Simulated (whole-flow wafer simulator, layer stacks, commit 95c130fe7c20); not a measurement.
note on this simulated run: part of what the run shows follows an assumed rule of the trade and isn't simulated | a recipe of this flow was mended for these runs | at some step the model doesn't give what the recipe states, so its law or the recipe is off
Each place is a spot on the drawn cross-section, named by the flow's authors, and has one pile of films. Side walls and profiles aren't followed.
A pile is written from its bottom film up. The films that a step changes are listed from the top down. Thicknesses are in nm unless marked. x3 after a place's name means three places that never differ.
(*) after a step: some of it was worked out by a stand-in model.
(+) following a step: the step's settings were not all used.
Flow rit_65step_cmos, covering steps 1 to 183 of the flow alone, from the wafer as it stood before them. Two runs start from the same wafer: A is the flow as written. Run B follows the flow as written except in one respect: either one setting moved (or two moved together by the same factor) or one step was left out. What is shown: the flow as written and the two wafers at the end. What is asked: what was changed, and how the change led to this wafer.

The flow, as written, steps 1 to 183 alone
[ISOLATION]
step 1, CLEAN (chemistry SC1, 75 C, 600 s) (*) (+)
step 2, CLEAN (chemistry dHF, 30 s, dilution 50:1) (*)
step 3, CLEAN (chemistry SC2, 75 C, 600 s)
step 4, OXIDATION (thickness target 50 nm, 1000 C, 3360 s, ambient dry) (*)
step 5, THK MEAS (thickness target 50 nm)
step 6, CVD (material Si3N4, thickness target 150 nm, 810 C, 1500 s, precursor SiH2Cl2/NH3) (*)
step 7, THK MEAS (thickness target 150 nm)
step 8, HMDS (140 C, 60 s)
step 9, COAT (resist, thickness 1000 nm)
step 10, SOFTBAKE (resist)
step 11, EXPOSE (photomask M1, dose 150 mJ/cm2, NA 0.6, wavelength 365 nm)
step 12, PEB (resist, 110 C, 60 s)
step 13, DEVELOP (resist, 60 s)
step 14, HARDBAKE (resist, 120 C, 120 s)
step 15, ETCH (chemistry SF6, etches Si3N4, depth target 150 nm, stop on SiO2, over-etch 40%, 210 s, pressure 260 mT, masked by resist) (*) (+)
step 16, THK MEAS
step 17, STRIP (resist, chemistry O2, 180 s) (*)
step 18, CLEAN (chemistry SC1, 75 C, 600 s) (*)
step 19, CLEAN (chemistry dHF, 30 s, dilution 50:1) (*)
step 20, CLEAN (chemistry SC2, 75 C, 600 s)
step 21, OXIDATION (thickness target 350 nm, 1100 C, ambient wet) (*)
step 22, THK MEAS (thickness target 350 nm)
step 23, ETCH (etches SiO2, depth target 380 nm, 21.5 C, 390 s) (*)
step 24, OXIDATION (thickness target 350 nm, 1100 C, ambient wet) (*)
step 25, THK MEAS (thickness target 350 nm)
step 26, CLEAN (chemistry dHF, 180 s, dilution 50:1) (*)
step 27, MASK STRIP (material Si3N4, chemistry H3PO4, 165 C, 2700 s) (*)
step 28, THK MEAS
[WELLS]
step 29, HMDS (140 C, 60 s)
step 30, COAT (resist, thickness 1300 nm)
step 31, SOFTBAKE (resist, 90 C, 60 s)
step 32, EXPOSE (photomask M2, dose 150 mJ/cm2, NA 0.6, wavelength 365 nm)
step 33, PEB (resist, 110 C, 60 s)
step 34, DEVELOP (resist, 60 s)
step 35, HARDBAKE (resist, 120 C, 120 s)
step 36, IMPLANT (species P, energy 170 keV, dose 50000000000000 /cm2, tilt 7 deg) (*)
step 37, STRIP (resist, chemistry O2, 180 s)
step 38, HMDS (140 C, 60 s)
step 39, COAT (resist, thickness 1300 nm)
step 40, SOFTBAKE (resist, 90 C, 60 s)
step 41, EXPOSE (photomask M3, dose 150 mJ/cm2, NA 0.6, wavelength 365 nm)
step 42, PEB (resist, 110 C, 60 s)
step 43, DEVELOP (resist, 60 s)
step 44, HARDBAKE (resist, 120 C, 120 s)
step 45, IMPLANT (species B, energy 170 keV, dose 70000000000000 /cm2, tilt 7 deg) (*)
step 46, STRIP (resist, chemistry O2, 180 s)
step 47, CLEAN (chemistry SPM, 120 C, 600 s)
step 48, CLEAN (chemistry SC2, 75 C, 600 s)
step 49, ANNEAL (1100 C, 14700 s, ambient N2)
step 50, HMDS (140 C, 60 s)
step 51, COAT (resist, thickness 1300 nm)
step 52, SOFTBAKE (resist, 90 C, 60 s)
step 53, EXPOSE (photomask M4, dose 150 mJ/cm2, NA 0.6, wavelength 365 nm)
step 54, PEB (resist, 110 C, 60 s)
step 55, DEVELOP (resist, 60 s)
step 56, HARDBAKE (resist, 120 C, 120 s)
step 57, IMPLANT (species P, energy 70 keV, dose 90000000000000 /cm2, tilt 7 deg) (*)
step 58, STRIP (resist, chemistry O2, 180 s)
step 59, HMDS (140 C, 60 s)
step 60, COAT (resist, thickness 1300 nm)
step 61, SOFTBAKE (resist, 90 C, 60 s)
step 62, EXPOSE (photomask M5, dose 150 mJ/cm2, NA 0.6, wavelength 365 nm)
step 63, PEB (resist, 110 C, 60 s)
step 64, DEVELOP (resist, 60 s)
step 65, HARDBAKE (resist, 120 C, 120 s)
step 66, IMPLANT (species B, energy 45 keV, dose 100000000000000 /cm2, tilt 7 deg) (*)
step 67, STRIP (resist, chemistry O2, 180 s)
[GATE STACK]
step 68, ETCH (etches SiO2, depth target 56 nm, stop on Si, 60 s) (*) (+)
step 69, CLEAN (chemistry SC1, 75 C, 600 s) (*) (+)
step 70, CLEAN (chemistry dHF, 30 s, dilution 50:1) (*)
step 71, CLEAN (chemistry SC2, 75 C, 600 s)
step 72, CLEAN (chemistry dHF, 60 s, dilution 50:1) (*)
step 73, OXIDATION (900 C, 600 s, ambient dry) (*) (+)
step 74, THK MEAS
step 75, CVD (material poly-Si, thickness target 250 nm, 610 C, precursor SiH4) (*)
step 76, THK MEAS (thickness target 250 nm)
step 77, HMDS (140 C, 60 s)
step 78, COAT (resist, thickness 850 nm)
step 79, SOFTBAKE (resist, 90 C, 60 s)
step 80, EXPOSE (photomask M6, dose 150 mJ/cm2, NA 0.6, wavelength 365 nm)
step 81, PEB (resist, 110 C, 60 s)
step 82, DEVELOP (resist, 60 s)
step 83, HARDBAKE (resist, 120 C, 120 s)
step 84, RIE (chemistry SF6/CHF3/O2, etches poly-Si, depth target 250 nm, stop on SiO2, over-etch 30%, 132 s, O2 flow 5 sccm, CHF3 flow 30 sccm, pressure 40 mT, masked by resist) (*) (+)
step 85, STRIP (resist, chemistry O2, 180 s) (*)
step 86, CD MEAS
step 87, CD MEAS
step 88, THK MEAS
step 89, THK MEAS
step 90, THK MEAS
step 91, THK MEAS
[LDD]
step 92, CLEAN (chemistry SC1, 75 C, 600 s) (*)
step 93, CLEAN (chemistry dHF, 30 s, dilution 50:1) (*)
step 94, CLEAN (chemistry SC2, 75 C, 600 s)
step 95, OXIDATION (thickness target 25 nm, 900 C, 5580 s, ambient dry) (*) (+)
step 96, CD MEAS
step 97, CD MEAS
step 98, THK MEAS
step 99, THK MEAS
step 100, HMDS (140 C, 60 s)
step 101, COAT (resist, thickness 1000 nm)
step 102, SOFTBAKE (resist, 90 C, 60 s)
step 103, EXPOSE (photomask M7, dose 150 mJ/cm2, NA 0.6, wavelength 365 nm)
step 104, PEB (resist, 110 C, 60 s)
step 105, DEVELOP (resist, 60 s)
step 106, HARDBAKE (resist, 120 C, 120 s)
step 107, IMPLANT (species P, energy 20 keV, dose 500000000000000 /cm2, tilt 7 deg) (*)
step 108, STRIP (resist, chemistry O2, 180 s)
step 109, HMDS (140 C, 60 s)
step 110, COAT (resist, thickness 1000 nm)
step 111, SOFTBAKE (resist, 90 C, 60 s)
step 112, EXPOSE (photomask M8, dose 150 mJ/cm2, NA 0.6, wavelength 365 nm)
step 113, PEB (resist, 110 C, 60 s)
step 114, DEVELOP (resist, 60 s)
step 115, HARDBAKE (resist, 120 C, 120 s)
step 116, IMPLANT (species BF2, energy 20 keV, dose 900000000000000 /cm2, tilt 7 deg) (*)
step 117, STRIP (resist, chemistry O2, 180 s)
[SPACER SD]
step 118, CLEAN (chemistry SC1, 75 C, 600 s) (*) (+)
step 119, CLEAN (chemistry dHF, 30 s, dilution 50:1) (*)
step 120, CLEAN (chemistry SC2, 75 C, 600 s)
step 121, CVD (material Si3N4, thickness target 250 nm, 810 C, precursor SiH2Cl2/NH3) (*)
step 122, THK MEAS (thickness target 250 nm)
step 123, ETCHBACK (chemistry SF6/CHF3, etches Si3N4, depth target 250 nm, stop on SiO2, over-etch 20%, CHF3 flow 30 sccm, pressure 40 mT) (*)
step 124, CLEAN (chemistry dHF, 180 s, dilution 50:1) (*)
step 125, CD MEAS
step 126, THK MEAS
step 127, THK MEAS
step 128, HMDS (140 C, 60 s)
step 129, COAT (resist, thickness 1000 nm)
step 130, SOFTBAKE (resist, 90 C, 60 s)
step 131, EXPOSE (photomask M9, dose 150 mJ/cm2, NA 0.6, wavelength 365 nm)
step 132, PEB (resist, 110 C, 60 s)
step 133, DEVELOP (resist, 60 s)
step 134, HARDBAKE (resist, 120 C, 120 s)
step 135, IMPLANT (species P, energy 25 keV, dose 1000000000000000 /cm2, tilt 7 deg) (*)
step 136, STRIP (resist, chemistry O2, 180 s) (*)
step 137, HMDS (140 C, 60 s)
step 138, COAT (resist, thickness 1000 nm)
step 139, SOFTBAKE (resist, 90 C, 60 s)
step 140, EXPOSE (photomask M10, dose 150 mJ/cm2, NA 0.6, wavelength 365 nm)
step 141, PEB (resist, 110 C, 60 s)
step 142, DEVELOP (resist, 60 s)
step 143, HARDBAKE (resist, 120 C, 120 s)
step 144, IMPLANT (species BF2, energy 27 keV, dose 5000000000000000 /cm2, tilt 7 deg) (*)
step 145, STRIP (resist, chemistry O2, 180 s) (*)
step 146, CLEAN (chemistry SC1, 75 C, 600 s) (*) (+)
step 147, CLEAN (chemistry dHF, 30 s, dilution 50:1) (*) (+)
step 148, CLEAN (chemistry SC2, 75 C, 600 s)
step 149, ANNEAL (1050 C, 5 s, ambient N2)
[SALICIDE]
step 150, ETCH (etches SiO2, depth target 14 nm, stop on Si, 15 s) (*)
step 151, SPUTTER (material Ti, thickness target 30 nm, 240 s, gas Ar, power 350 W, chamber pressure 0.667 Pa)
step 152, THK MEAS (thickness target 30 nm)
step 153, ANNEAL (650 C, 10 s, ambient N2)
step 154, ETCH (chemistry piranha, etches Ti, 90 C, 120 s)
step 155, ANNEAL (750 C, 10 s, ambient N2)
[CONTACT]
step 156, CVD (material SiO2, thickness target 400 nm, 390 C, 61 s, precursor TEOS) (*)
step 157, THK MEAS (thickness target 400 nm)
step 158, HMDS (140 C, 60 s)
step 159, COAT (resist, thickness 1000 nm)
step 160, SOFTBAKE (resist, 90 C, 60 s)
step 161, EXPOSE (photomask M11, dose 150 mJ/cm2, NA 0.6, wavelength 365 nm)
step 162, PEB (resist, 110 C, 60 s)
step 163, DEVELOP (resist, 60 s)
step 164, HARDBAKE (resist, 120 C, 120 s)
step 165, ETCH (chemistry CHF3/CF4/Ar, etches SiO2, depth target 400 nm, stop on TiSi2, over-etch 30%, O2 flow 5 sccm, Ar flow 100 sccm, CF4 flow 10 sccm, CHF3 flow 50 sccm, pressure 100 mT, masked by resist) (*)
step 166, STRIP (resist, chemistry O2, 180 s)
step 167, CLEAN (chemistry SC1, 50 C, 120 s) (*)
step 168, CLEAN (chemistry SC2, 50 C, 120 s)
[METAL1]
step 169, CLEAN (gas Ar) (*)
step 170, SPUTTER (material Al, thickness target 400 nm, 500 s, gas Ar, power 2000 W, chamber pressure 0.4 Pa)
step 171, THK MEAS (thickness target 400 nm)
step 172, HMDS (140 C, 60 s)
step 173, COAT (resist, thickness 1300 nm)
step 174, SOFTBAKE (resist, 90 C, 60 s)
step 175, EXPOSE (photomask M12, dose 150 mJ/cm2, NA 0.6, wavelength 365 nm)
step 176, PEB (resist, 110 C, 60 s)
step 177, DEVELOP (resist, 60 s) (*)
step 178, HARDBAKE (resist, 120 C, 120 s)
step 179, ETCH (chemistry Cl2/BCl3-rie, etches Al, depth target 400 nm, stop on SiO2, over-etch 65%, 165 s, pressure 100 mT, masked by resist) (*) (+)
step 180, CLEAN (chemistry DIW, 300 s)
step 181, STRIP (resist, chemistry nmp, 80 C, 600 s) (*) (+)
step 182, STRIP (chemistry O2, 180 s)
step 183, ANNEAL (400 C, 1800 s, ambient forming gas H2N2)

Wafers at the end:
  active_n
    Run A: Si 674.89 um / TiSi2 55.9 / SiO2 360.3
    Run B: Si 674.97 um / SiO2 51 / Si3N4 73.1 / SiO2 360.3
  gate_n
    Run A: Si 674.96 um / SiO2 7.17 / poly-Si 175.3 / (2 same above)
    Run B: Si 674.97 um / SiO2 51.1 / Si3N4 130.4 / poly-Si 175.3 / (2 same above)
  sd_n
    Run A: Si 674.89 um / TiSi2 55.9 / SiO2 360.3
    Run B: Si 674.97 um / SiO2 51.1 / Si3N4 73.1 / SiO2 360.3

Cause: step 26, CLEAN: chemistry dHF, 180 s, dilution 50:1 (*), was not run.

How this came from the change, step by step:
  step 27, MASK STRIP (material Si3N4, chemistry H3PO4, 165 C, 2700 s) (*)
      active_n, active_p, gate_n and 7 more: A -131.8 Si3N4 (all of it), -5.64 SiO2 | B -10.7 SiO2
  step 30, COAT (resist, thickness 1300 nm)
      field_pw, field_nw: A +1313 resist (new film) | B +1378.7 resist (new film)
      field: A +1315.7 resist (new film) | B +1405.4 resist (new film)
      (and at 1 other place as well)
  step 33, PEB (resist, 110 C, 60 s)
      field, field_p: A -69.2 resist | B -74.2 resist
      field_pw, field_nw: A -69.1 resist | B -72.7 resist
  step 34, DEVELOP (resist, 60 s)
      field_nw: A -1243.9 resist (all of it) | B -1305.9 resist (all of it)
      field_p: A -1246.5 resist (all of it) | B -1330.9 resist (all of it)
  step 35, HARDBAKE (resist, 120 C, 120 s)
      field: A -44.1 resist | B -47.5 resist
      field_pw: A -44 resist | B -46.5 resist
  step 37, STRIP (resist, chemistry O2, 180 s)
      field: A -1202.4 resist (all of it) | B -1283.7 resist (all of it)
      field_pw: A -1199.9 resist (all of it) | B -1259.4 resist (all of it)
  step 39, COAT (resist, thickness 1300 nm)
      field_pw, field_nw: A +1313 resist (new film) | B +1378.7 resist (new film)
      field: A +1315.7 resist (new film) | B +1405.4 resist (new film)
      (and at 1 other place as well)
  step 42, PEB (resist, 110 C, 60 s)
      field, field_p: A -69.2 resist | B -74.2 resist
      field_pw, field_nw: A -69.1 resist | B -72.7 resist
  step 43, DEVELOP (resist, 60 s)
      field: A -1246.5 resist (all of it) | B -1331.2 resist (all of it)
      field_pw: A -1243.9 resist (all of it) | B -1305.9 resist (all of it)
  step 44, HARDBAKE (resist, 120 C, 120 s)
      field_nw: A -44 resist | B -46.5 resist
      field_p: A -44.1 resist | B -47.5 resist
  step 46, STRIP (resist, chemistry O2, 180 s)
      field_nw: A -1199.9 resist (all of it) | B -1259.4 resist (all of it)
      field_p: A -1202.3 resist (all of it) | B -1283.4 resist (all of it)
  step 51, COAT (resist, thickness 1300 nm)
      field_pw, field_nw: A +1313 resist (new film) | B +1378.7 resist (new film)
      field: A +1315.7 resist (new film) | B +1405.4 resist (new film)
      (and at 1 other place as well)
  step 54, PEB (resist, 110 C, 60 s)
      field, field_p: A -69.2 resist | B -74.2 resist
      field_pw, field_nw: A -69.1 resist | B -72.7 resist
  step 55, DEVELOP (resist, 60 s)
      field_nw: A -1243.9 resist (all of it) | B -1305.9 resist (all of it)
      field_p: A -1246.5 resist (all of it) | B -1330.9 resist (all of it)
  step 56, HARDBAKE (resist, 120 C, 120 s)
      field: A -44.1 resist | B -47.5 resist
      field_pw: A -44 resist | B -46.5 resist
  step 58, STRIP (resist, chemistry O2, 180 s)
      field: A -1202.4 resist (all of it) | B -1283.7 resist (all of it)
      field_pw: A -1199.9 resist (all of it) | B -1259.4 resist (all of it)
  ... 58 other steps ...
  step 181, STRIP (resist, chemistry nmp, 80 C, 600 s) (*) (+)
      contact: A -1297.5 resist (all of it) | B -1332.9 resist (all of it)
